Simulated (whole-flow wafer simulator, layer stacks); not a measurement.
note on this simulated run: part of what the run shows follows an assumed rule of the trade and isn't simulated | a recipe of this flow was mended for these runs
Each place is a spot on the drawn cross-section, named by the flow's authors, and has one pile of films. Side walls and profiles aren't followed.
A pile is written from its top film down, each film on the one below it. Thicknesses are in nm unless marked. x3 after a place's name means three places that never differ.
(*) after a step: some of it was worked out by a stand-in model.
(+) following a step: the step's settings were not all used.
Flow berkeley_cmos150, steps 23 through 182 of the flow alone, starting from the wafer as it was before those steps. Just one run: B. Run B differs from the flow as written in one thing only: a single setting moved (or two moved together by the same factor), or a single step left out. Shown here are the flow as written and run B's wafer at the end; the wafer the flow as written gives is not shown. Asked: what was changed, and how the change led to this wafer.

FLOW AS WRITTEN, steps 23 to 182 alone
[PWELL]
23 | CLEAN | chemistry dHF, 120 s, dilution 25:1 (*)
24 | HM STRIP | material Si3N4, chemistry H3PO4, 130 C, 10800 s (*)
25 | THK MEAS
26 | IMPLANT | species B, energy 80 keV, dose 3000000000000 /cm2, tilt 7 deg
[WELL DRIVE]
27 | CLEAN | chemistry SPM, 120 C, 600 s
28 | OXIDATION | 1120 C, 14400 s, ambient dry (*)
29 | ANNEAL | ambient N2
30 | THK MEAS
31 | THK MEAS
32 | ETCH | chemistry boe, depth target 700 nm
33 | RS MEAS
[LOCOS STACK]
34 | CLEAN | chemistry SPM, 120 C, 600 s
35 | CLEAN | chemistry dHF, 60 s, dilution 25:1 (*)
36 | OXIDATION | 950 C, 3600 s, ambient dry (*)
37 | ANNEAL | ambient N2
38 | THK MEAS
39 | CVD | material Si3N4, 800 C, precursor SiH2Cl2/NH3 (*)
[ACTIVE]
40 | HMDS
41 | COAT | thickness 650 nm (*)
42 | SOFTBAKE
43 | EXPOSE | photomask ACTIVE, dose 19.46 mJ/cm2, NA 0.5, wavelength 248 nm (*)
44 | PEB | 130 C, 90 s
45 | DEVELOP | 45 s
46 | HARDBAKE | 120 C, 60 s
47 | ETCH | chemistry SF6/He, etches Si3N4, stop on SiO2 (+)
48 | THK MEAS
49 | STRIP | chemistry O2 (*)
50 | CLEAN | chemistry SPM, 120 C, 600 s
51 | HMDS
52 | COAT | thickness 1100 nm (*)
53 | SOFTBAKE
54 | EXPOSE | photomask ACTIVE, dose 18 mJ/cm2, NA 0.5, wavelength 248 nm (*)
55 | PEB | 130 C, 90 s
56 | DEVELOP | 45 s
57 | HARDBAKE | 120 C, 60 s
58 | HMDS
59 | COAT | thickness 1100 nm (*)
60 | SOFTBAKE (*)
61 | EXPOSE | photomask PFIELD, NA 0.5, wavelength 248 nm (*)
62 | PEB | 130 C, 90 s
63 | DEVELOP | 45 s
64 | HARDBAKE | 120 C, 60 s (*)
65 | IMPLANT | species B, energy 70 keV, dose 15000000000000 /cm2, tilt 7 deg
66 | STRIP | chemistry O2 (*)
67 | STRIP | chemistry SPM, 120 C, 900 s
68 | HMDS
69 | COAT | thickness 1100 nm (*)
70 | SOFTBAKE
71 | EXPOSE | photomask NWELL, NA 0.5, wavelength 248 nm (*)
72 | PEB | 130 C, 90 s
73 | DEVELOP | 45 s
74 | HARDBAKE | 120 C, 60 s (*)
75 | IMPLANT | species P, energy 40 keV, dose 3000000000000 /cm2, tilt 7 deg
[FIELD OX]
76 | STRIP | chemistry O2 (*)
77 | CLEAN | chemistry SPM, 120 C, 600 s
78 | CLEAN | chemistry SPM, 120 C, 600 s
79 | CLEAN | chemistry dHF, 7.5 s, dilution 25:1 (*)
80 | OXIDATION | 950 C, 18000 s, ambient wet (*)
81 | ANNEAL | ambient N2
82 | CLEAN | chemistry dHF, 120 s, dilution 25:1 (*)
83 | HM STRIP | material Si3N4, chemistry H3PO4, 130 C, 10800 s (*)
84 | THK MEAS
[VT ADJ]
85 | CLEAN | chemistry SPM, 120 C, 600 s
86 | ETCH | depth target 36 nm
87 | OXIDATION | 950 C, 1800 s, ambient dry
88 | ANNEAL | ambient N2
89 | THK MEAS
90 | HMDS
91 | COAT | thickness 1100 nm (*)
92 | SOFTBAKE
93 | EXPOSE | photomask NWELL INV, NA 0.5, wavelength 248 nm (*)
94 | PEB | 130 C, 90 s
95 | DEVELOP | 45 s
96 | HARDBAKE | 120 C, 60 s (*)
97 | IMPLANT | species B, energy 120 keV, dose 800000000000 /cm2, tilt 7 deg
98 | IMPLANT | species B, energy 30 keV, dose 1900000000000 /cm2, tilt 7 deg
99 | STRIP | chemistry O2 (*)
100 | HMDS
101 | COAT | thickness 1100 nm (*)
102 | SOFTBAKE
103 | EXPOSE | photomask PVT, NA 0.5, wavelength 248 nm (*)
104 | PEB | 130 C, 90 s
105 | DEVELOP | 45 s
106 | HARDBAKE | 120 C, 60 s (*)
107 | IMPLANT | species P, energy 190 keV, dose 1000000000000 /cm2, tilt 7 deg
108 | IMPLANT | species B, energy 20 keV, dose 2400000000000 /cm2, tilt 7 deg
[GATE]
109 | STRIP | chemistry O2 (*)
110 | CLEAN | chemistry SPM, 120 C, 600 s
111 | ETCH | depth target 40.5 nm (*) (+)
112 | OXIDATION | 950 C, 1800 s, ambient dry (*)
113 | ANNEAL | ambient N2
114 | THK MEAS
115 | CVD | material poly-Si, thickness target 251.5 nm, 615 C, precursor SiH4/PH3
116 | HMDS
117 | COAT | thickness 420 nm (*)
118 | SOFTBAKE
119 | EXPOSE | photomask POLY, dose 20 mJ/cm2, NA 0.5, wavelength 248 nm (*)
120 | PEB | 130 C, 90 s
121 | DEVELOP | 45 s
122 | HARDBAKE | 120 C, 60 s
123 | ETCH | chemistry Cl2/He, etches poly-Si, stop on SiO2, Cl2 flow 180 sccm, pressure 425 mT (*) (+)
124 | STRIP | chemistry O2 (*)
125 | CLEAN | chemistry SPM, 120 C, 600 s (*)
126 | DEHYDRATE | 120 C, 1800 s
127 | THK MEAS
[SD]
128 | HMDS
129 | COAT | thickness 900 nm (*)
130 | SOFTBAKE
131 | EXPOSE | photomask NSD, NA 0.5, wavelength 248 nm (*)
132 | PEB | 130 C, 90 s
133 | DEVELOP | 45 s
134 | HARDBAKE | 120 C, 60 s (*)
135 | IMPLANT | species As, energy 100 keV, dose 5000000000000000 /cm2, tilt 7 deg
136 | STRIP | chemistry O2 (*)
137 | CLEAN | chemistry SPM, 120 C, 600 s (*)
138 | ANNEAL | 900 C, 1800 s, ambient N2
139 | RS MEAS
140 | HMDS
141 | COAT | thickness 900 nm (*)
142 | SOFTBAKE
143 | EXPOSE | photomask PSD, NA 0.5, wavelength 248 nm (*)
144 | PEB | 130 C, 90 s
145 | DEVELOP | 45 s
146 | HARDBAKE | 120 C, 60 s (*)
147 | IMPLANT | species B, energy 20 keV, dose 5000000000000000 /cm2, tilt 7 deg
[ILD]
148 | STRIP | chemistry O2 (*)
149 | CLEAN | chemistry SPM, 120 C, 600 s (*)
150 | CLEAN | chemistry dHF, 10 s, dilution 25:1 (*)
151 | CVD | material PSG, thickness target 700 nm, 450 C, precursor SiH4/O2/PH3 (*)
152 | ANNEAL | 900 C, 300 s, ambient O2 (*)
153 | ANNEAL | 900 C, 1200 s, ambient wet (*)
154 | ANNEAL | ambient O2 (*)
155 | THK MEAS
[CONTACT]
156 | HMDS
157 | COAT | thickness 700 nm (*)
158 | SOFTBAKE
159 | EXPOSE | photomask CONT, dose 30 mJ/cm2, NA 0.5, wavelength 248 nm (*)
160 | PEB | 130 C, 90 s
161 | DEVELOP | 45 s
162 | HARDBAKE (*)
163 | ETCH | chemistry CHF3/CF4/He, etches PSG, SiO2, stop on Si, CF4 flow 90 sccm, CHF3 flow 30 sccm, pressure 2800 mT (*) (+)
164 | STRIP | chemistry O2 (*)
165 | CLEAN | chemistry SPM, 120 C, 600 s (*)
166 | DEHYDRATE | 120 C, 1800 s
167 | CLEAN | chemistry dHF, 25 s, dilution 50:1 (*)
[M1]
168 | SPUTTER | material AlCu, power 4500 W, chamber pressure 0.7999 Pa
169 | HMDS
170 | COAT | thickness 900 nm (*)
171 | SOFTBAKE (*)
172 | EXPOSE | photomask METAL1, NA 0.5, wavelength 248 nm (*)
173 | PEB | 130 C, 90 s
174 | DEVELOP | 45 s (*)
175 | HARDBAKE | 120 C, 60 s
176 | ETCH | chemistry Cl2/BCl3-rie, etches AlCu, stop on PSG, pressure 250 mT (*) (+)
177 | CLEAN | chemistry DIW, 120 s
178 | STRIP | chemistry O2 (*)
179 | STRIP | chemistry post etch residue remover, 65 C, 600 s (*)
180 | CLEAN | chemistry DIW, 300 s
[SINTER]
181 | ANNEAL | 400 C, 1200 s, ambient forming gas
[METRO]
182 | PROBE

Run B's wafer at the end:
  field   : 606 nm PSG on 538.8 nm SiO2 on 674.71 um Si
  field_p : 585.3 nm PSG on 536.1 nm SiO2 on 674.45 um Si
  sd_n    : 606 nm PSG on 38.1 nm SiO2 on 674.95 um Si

What caused this: step 24, HM STRIP: 2400 s was run, whereas the flow has 10800 s.

The path from the change to this, step by step:
  24 | HM STRIP | material Si3N4, chemistry H3PO4, 130 C, 10800 s (*)
      field, sd_n, gate_n, contact, m1: Si3N4 loses 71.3 (in the flow as written it would be: Si3N4 loses 99.4 (all of it), SiO2 loses 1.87)
      field_p, sd_p, gate_p: SiO2 loses 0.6 (in the flow as written it would be: SiO2 loses 2.72)
  28 | OXIDATION | 1120 C, 14400 s, ambient dry (*)
      field, sd_n, gate_n, contact, m1: nothing (in the flow as written it would be: SiO2 gains 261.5, Si loses 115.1)
  32 | ETCH | chemistry boe, depth target 700 nm
      field, sd_n, gate_n, contact, m1: Si3N4 loses 7 (in the flow as written it would be: SiO2 loses 291.1 (all of it))
  34 | CLEAN | chemistry SPM, 120 C, 600 s
      field, sd_n, gate_n, contact, m1: nothing (in the flow as written it would be: chemical SiO2 gains 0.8 (new film), Si loses 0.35)
  35 | CLEAN | chemistry dHF, 60 s, dilution 25:1 (*)
      field, sd_n, gate_n, contact, m1: Si3N4 loses 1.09 (in the flow as written it would be: chemical SiO2 loses 0.8 (all of it))
  36 | OXIDATION | 950 C, 3600 s, ambient dry (*)
      field, sd_n, gate_n, contact, m1: nothing (in the flow as written it would be: SiO2 gains 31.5 (new film), Si loses 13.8)
  39 | CVD | material Si3N4, 800 C, precursor SiH2Cl2/NH3 (*)
      field, sd_n, gate_n, contact, m1: Si3N4 gains 106 (in the flow as written it would be: Si3N4 gains 106 (new film))
  41 | COAT | thickness 650 nm (*)
      field: KrF-resist gains 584 (new film) (in the flow as written it would be: KrF-resist gains 646.4 (new film))
      field_p: KrF-resist gains 788.7 (new film) (in the flow as written it would be: KrF-resist gains 715.2 (new film))
      (as well as at 3 more places)
  45 | DEVELOP | 45 s
      field: KrF-resist loses 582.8 (all of it) (in the flow as written it would be: KrF-resist loses 645 (all of it))
      field_p: KrF-resist loses 786.9 (all of it) (in the flow as written it would be: KrF-resist loses 713.6 (all of it))
  46 | HARDBAKE | 120 C, 60 s
      sd_n: KrF-resist loses 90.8 (in the flow as written it would be: KrF-resist loses 93.3)
      sd_p: KrF-resist loses 109.3 (in the flow as written it would be: KrF-resist loses 102.4)
      (as well as at 1 more place)
  47 | ETCH | chemistry SF6/He, etches Si3N4, stop on SiO2 (+)
      sd_n, gate_n, sd_p, gate_p, contact, m1: KrF-resist loses 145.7 (in the flow as written it would be: KrF-resist loses 124)
      field: Si3N4 loses 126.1 (all of it), SiO2 loses 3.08 (in the flow as written it would be: Si3N4 loses 106 (all of it), SiO2 loses 3.08)
      (as well as at 1 more place)
  49 | STRIP | chemistry O2 (*)
      sd_n: KrF-resist loses 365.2 (all of it) (in the flow as written it would be: KrF-resist loses 400.9 (all of it))
      gate_n: KrF-resist loses 381.8 (all of it) (in the flow as written it would be: KrF-resist loses 409.3 (all of it))
      (as well as at 4 more places)
  52 | COAT | thickness 1100 nm (*)
      field: thick-KrF-resist gains 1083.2 (new film) (in the flow as written it would be: thick-KrF-resist gains 1106.9 (new film))
      field_p: thick-KrF-resist gains 1308.7 (new film) (in the flow as written it would be: thick-KrF-resist gains 1219.5 (new film))
      (as well as at 4 more places)
  56 | DEVELOP | 45 s
      field: thick-KrF-resist loses 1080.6 (all of it) (in the flow as written it would be: thick-KrF-resist loses 1104.2 (all of it))
      field_p: thick-KrF-resist loses 1305.4 (all of it) (in the flow as written it would be: thick-KrF-resist loses 1216.4 (all of it))
  57 | HARDBAKE | 120 C, 60 s
      sd_n: thick-KrF-resist loses 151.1 (in the flow as written it would be: thick-KrF-resist loses 155.7)
      sd_p: thick-KrF-resist loses 179.9 (in the flow as written it would be: thick-KrF-resist loses 169.9)
      (as well as at 2 more places)
  59 | COAT | thickness 1100 nm (*)
      field_p: thick-KrF-resist gains 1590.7 (new film) (in the flow as written it would be: thick-KrF-resist gains 1495 (new film))
      sd_p: thick-KrF-resist gains 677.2 (in the flow as written it would be: thick-KrF-resist gains 652.6)
      (as well as at 1 more place)
  ... 29 further steps ...
  178 | STRIP | chemistry O2 (*)
      m1: thick-KrF-resist loses 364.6 (all of it) (in the flow as written it would be: thick-KrF-resist loses 373.8 (all of it))
